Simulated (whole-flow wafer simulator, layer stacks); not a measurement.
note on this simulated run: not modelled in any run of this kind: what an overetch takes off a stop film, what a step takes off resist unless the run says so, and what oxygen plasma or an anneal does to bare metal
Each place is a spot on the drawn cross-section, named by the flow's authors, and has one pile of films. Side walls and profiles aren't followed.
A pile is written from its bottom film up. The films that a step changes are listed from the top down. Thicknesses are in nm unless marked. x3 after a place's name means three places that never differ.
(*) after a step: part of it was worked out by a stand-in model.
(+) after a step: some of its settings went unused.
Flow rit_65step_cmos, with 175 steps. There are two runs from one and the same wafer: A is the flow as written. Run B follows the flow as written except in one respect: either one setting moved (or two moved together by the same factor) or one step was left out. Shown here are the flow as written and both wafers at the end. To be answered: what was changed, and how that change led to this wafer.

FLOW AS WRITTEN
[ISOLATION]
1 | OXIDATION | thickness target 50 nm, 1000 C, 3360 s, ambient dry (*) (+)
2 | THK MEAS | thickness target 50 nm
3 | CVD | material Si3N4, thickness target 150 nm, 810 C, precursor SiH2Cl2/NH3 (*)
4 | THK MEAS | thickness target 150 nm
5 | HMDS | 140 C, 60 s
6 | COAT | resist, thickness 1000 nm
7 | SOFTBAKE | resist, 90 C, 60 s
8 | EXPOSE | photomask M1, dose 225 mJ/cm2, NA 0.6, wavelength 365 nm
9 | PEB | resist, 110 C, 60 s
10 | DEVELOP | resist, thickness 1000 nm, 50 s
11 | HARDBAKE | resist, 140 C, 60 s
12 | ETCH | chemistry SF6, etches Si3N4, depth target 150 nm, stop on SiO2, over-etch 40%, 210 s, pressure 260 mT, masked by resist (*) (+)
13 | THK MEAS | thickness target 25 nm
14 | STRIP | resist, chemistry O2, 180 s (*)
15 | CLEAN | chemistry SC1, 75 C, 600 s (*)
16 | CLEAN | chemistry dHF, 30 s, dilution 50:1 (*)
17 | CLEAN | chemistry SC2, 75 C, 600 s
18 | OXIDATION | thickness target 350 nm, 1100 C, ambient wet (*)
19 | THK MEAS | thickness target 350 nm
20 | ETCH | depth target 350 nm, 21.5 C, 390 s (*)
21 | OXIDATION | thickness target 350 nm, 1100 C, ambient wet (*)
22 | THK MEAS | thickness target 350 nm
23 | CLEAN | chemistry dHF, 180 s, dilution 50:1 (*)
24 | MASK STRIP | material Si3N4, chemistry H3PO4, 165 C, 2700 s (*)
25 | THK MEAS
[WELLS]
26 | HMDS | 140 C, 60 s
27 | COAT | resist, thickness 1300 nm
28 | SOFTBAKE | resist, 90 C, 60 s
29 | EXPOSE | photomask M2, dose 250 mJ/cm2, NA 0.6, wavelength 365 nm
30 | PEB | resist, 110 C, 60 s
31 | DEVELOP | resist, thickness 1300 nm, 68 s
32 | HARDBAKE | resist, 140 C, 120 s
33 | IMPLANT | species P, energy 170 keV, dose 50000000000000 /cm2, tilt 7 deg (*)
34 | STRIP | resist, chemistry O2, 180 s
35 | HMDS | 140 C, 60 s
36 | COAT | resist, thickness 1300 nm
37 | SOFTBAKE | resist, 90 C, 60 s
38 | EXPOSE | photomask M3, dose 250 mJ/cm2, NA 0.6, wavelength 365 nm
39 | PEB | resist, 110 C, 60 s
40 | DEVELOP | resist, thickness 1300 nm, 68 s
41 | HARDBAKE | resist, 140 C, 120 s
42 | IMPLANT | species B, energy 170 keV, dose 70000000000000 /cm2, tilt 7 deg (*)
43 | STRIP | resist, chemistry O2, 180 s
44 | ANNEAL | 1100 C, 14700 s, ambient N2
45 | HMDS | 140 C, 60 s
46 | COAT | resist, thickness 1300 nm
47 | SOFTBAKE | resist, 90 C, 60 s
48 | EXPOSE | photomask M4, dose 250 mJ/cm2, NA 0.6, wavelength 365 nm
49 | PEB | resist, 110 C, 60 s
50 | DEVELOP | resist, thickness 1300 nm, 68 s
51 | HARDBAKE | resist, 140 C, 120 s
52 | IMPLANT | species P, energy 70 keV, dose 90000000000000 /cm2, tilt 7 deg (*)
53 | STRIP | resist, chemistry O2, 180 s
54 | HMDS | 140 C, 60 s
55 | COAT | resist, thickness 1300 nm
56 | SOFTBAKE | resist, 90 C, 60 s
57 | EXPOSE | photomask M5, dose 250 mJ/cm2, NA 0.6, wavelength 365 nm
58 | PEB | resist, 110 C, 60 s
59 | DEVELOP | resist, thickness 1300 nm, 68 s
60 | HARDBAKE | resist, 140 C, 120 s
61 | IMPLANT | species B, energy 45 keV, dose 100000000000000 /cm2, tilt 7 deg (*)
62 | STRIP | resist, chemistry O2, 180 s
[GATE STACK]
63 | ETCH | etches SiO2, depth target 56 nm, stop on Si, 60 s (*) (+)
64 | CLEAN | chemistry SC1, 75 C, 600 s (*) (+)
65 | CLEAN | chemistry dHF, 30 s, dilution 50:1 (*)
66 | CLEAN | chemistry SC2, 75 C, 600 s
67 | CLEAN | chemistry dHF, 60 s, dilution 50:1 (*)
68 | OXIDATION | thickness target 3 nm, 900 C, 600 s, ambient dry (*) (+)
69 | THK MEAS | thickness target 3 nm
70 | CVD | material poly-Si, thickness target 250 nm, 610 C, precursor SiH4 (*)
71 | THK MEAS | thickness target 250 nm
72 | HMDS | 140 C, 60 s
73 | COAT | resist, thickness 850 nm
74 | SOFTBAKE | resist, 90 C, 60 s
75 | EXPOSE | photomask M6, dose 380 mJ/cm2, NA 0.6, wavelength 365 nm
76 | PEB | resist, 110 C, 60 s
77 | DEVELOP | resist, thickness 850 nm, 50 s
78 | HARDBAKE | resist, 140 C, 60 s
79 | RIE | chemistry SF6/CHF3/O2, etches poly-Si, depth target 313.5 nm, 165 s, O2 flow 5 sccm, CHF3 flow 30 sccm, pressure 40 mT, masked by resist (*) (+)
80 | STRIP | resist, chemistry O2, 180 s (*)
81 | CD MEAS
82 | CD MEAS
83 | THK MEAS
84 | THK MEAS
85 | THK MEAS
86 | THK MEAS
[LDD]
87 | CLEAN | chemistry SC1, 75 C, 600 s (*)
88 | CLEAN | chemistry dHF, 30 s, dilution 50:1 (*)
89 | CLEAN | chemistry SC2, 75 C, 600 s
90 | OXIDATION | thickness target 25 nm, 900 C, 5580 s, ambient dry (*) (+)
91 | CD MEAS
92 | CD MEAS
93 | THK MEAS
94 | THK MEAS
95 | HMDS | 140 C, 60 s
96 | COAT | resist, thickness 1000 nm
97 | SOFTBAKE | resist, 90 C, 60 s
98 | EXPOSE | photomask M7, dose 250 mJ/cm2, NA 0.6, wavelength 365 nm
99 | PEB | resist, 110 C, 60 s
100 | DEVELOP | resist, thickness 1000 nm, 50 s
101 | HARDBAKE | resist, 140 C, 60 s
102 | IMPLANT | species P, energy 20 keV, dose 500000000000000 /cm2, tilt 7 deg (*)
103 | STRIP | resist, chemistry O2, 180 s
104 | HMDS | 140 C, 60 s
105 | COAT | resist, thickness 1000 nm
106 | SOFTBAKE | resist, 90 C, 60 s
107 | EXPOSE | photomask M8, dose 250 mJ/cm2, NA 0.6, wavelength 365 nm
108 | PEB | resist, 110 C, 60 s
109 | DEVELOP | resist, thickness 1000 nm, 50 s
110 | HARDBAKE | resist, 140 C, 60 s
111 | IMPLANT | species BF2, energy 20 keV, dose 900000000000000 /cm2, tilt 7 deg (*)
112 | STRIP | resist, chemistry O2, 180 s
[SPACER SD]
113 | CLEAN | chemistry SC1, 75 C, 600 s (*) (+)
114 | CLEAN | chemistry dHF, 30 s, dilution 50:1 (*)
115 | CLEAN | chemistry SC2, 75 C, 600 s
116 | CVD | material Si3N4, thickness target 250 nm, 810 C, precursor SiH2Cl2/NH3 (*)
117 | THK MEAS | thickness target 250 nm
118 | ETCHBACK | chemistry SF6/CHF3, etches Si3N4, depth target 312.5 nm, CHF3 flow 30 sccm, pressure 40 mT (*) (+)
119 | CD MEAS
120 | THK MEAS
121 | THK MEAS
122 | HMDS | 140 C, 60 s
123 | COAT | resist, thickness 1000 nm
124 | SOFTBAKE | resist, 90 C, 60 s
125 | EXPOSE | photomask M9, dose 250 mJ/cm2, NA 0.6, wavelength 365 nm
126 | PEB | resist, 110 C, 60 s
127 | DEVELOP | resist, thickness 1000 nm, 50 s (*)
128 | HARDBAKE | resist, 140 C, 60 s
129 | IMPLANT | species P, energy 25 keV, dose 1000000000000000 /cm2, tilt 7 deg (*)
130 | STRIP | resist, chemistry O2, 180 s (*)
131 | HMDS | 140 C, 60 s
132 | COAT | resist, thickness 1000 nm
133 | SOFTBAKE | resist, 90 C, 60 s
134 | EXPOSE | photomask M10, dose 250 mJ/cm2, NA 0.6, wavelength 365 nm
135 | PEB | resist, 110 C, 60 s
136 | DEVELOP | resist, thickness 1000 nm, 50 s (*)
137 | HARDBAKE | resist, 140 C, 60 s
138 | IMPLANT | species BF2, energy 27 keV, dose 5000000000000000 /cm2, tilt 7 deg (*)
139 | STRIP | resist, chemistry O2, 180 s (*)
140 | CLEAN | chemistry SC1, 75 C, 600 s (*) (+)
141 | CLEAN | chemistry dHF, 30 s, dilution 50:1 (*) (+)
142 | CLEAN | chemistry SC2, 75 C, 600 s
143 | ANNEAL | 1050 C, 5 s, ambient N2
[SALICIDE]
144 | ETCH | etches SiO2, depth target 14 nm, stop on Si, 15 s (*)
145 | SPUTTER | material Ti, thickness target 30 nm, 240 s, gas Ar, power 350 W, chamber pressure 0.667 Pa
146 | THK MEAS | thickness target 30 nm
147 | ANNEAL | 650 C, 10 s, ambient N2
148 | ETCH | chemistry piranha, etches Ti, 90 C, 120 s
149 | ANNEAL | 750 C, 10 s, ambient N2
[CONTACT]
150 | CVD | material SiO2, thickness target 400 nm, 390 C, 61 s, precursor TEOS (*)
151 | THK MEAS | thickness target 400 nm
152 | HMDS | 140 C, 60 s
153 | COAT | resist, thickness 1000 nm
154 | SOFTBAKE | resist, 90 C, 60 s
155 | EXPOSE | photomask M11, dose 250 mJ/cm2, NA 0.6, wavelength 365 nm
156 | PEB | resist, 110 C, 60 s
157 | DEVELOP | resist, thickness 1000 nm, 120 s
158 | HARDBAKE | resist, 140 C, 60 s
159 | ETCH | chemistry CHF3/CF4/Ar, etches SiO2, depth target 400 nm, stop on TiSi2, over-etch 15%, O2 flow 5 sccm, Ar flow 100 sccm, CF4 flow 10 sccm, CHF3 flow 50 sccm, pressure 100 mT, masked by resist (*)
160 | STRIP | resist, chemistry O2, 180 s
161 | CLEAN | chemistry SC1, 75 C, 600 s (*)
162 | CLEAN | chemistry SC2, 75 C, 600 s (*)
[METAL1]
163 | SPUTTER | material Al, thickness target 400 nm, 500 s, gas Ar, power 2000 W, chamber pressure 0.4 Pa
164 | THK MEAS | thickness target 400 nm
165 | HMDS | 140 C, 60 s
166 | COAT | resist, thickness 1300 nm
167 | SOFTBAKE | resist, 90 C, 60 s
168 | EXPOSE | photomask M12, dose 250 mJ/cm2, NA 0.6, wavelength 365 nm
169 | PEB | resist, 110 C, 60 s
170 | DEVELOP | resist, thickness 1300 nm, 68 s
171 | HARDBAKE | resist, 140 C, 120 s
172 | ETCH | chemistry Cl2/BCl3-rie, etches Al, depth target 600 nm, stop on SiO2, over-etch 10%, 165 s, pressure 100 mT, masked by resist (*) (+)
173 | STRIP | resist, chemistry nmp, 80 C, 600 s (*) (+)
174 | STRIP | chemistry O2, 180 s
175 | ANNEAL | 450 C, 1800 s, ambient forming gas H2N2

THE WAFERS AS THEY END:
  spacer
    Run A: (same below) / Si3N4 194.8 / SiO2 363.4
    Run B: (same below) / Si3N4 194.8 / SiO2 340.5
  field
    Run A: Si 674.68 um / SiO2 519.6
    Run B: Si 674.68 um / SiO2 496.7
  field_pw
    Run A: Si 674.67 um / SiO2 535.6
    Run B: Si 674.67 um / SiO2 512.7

What caused this: step 163, SPUTTER: thickness target 217 nm was run, though the flow has thickness target 400 nm; step 163, SPUTTER: 271 s was run, where the flow has 500 s.

How this came from the change, step by step:
  163 | SPUTTER | material Al, thickness target 400 nm, 500 s, gas Ar, power 2000 W, chamber pressure 0.4 Pa
      field, field_p, spacer, spacer_p: A +400 Al (new film) | B +217 Al (new film)
      gate_n, gate_p: A +396 Al (new film) | B +217 Al (new film)
      (as well as at 2 more places)
  172 | ETCH | chemistry Cl2/BCl3-rie, etches Al, depth target 600 nm, stop on SiO2, over-etch 10%, 165 s, pressure 100 mT, masked by resist (*) (+)
      field, field_p, spacer, spacer_p: A -400 Al (all of it), -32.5 SiO2 | B -217 Al (all of it), -55.4 SiO2
      gate_n, gate_p: A -396 Al (all of it), -33 SiO2 | B -217 Al (all of it), -55.4 SiO2
      (as well as at 2 more places)
